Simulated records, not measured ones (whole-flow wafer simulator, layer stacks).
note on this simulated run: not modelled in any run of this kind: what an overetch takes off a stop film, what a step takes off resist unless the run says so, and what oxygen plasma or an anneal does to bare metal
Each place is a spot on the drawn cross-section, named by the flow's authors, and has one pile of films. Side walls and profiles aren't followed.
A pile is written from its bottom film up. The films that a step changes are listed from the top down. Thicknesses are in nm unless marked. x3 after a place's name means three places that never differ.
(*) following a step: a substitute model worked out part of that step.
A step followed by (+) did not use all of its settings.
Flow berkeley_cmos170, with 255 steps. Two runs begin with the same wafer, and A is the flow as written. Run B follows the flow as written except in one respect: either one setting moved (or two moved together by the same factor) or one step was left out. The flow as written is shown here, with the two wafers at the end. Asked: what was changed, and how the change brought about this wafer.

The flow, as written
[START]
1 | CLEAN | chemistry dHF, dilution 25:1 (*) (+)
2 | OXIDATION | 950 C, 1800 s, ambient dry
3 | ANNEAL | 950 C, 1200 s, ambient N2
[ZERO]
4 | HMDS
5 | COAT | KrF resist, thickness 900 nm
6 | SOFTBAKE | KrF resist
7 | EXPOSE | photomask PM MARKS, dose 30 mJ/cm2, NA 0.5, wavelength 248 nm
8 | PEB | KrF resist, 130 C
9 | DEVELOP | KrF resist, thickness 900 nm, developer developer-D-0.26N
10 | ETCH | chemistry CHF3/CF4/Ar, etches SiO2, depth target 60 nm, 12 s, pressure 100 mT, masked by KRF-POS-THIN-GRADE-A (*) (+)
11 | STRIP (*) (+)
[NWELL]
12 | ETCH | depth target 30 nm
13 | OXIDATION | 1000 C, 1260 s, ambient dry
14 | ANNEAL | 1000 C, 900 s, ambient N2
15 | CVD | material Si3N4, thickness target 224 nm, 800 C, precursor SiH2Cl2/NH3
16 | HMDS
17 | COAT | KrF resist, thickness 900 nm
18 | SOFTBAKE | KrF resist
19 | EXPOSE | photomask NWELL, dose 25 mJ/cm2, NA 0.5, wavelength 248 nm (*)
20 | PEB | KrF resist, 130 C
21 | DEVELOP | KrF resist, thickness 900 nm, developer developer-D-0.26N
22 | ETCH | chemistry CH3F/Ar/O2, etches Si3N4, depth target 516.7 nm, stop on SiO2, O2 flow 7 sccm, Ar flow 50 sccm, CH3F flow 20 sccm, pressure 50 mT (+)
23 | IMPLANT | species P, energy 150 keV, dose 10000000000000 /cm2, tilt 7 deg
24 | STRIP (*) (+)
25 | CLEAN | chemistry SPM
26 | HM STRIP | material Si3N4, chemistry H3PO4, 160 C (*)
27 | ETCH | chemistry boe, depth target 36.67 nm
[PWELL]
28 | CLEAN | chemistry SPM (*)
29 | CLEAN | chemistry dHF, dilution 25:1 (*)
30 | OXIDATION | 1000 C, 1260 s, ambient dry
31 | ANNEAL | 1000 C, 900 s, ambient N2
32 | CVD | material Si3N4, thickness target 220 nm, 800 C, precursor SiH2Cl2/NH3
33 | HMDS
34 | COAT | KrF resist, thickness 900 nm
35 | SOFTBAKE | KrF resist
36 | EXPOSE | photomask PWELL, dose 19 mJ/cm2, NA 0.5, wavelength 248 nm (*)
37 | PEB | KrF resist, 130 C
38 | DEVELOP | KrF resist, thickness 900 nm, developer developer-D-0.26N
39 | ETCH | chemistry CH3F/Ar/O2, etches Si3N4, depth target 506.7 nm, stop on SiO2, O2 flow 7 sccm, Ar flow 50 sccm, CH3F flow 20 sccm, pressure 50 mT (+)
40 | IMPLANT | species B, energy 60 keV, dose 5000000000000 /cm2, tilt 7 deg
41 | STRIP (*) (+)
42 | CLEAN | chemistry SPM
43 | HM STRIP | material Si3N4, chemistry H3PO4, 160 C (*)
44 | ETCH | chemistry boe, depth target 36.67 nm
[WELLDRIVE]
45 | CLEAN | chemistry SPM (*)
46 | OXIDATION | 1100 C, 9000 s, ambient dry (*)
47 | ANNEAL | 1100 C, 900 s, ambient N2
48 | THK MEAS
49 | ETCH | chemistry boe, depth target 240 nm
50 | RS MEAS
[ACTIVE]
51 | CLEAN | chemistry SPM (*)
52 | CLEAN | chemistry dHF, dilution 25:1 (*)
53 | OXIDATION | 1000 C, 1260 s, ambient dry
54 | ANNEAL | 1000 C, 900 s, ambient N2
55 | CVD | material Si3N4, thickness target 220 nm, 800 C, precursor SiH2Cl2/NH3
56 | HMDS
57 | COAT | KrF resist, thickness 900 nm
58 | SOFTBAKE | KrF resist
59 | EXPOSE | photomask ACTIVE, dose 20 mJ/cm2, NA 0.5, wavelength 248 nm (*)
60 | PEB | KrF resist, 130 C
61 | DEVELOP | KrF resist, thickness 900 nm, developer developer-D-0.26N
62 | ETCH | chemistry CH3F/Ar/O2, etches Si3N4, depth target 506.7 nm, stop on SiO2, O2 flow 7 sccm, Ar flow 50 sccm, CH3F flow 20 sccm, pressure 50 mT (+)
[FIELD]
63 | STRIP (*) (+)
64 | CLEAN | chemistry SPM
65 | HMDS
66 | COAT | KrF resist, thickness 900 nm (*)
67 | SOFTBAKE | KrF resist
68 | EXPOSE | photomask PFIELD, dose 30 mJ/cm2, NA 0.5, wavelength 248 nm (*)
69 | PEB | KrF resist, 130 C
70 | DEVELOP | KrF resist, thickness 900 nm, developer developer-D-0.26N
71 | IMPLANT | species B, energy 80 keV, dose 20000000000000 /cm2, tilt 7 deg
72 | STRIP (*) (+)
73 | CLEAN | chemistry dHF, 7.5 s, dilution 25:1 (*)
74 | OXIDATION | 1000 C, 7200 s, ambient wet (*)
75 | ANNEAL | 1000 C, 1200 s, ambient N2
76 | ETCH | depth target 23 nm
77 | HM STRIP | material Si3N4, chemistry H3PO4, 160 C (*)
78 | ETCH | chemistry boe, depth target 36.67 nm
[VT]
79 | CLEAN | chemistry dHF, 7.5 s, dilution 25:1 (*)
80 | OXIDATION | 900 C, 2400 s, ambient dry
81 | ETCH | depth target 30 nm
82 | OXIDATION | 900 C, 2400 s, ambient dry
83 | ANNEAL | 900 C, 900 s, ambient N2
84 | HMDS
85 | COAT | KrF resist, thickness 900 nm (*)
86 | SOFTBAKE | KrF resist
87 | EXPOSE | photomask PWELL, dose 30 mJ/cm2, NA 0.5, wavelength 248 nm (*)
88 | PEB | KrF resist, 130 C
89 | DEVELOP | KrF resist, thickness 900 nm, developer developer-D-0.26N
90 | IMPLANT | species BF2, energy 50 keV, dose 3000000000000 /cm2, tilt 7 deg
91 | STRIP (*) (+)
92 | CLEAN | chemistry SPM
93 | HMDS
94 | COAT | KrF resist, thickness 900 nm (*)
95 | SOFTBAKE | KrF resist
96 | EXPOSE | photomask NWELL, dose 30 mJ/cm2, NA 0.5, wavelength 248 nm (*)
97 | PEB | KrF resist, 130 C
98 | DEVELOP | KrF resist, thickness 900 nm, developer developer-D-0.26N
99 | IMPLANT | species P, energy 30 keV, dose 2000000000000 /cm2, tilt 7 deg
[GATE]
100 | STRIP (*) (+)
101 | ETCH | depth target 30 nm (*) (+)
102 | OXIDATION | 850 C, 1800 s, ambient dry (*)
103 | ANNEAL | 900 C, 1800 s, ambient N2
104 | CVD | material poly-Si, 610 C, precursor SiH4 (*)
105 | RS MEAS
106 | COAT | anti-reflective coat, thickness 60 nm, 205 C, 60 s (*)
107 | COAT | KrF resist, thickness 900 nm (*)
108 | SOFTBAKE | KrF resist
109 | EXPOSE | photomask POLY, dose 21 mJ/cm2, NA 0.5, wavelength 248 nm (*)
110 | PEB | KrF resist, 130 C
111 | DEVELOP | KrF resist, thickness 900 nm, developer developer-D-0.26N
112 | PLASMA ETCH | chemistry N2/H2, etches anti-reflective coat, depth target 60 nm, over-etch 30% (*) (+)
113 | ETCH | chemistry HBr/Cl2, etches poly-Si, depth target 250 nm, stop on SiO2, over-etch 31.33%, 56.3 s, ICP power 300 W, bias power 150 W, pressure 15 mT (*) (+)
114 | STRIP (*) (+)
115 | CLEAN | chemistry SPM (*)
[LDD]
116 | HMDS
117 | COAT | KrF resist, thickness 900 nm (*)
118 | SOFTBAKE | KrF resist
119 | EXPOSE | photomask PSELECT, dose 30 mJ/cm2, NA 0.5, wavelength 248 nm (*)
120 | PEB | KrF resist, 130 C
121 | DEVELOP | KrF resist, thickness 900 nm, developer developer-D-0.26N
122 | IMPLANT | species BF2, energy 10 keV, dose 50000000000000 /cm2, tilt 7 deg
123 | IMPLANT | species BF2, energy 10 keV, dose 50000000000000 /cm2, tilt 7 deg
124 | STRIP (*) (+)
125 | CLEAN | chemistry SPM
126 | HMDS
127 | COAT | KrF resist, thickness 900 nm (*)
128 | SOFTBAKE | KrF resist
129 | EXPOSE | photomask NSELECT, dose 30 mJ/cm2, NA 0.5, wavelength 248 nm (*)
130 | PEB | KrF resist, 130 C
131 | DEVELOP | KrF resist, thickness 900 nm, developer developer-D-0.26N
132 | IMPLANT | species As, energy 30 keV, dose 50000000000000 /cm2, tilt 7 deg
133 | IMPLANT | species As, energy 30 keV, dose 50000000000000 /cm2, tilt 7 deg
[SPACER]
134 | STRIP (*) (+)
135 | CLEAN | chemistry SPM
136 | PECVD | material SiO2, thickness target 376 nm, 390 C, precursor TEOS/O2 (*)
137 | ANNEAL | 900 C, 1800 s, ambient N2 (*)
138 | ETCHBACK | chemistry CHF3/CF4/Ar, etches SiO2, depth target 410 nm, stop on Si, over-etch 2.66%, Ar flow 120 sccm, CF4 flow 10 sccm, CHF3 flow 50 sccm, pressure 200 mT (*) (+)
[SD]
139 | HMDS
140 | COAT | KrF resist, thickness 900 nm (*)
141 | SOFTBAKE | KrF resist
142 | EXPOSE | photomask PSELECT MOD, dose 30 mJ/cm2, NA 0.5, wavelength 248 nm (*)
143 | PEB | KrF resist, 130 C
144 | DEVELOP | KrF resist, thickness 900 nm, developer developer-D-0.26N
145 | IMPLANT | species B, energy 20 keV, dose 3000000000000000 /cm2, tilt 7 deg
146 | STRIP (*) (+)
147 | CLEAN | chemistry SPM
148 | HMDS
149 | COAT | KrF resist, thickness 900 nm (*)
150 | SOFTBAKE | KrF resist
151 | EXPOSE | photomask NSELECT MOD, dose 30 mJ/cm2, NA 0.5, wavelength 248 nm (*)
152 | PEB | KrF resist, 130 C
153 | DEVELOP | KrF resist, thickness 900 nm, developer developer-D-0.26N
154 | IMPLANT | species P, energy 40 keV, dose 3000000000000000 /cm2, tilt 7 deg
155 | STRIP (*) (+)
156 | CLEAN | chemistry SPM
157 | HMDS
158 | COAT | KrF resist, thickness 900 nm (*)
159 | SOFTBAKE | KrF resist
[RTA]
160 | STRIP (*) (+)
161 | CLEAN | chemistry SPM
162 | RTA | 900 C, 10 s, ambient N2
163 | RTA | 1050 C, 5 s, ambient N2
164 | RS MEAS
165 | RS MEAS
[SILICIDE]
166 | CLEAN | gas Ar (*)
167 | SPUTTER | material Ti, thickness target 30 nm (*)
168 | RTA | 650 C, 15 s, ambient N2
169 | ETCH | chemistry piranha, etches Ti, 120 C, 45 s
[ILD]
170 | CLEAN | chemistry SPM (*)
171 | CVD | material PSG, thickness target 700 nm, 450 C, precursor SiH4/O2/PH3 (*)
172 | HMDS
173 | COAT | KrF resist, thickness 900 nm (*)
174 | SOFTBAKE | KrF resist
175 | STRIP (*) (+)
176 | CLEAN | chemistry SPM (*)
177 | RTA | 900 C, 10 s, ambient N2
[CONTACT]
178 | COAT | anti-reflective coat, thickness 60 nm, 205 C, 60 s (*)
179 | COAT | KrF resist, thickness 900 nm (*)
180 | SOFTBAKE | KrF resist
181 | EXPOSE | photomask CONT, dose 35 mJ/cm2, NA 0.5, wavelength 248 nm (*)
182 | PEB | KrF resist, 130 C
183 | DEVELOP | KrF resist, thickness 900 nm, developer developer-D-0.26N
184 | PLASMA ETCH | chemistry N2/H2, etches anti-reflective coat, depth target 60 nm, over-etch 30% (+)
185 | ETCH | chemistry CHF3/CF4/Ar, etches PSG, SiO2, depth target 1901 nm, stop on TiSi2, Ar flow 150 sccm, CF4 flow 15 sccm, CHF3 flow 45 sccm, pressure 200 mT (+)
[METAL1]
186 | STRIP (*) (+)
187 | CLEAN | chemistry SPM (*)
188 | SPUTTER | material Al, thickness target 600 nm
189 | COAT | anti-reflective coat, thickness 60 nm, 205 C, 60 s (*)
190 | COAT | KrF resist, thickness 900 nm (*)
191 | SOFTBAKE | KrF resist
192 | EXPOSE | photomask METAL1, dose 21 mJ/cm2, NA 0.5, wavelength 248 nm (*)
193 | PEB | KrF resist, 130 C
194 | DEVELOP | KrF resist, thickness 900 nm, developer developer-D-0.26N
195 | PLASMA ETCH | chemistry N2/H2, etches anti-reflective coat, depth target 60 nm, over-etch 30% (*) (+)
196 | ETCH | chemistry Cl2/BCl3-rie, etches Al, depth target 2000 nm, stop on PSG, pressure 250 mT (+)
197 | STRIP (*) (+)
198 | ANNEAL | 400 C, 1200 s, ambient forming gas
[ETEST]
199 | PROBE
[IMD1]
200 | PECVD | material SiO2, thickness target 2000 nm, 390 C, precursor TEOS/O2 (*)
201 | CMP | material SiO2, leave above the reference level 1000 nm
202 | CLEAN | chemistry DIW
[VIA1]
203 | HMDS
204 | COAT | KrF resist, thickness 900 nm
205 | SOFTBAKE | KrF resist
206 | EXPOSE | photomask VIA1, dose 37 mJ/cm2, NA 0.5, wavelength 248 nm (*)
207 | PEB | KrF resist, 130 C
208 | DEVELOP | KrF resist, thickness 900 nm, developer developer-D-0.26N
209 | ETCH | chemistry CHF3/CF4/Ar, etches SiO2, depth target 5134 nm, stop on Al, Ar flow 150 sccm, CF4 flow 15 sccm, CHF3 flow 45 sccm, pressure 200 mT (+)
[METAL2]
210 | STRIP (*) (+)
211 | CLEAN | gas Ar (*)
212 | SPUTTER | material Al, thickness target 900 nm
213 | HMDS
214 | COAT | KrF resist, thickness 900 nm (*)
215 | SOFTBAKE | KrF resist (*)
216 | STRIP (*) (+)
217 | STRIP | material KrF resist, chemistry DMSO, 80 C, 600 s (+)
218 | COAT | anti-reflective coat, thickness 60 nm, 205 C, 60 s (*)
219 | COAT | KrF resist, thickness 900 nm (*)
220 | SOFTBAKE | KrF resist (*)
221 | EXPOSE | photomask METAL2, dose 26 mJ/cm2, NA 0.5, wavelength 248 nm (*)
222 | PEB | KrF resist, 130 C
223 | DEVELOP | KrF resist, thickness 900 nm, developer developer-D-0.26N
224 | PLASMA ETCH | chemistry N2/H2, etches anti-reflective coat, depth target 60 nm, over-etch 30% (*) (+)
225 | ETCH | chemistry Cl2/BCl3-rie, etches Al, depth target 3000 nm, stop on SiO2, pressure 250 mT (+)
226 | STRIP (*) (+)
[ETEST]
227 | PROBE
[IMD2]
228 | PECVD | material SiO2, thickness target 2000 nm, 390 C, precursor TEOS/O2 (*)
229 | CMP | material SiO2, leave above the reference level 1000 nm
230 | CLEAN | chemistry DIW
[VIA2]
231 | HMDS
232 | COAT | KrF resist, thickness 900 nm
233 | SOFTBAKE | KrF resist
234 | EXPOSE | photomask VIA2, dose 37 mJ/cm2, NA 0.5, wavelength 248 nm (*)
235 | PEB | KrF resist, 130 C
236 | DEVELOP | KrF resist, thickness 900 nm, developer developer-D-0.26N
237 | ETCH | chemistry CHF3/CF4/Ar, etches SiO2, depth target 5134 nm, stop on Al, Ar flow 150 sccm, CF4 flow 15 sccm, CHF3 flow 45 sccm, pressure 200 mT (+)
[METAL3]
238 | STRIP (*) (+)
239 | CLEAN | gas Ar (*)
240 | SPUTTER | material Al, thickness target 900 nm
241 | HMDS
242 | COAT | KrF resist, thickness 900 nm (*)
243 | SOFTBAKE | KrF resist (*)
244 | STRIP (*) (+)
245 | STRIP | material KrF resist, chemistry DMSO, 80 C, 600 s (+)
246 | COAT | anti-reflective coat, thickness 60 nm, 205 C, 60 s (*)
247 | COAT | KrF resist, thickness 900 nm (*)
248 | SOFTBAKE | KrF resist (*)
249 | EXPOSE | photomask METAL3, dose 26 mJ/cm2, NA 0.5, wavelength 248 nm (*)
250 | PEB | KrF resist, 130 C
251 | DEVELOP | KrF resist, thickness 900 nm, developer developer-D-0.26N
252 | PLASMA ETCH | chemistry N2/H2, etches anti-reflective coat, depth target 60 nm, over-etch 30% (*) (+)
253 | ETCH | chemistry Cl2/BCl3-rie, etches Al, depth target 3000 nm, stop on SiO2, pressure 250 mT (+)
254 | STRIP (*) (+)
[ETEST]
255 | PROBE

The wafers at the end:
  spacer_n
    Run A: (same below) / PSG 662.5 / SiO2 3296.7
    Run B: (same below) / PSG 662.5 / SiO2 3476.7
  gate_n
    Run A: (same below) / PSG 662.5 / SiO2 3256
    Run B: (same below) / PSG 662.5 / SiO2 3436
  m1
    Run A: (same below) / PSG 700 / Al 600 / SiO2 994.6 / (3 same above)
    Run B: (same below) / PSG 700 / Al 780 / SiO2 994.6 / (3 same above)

Cause: step 188, SPUTTER: thickness target 780 nm was run, whereas the flow has thickness target 600 nm.
The wafer itself shows it: m1 has Al 780, and step 188 as written asks for 600 nm.

Step by step, how the change led to this:
  188 | SPUTTER | material Al, thickness target 600 nm
      field, sd_n, spacer_n and 7 more: A Al gains 600 (new film) | B Al gains 780 (new film)
      sd_p: A Al gains 573.8 (new film) | B Al gains 751.8 (new film)
      (also at 1 further place)
  189 | COAT | anti-reflective coat, thickness 60 nm, 205 C, 60 s (*)
      sd_n: A anti-reflective coat gains 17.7 (new film) | B anti-reflective coat gains 23.3 (new film)
      contact: A anti-reflective coat gains 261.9 (new film) | B anti-reflective coat gains 287.1 (new film)
  190 | COAT | KrF resist, thickness 900 nm (*)
      sd_n: A KrF resist gains 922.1 (new film) | B KrF resist gains 899.1 (new film)
  194 | DEVELOP | KrF resist, thickness 900 nm, developer developer-D-0.26N
      sd_n: A KrF resist loses 920.6 (all of it) | B KrF resist loses 897.6 (all of it)
  195 | PLASMA ETCH | chemistry N2/H2, etches anti-reflective coat, depth target 60 nm, over-etch 30% (*) (+)
      sd_n: A anti-reflective coat loses 17.7 (all of it) | B anti-reflective coat loses 23.3 (all of it)
  196 | ETCH | chemistry Cl2/BCl3-rie, etches Al, depth target 2000 nm, stop on PSG, pressure 250 mT (+)
      field, sd_n, spacer_n, gate_n, spacer_p, gate_p: A Al loses 600 (all of it), PSG loses 37.5 | B Al loses 780 (all of it), PSG loses 37.5
      contact, m1, via1, m2, via2: A KrF resist loses 450 | B KrF resist loses 540
      (also at 1 further place)
  197 | STRIP (*) (+)
      contact: A KrF resist loses 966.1 (all of it), anti-reflective coat loses 261.9 (all of it) | B KrF resist loses 883 (all of it), anti-reflective coat loses 287.1 (all of it)
      m1: A KrF resist loses 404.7 (all of it), anti-reflective coat loses 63 (all of it) | B KrF resist loses 310.7 (all of it), anti-reflective coat loses 63.2 (all of it)
      (also at 3 further places)
  201 | CMP | material SiO2, leave above the reference level 1000 nm
      spacer_n, spacer_p: A SiO2 loses 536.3 | B SiO2 loses 356.3
      gate_n, gate_p: A SiO2 loses 577.1 | B SiO2 loses 397.1
      (also at 4 further places)
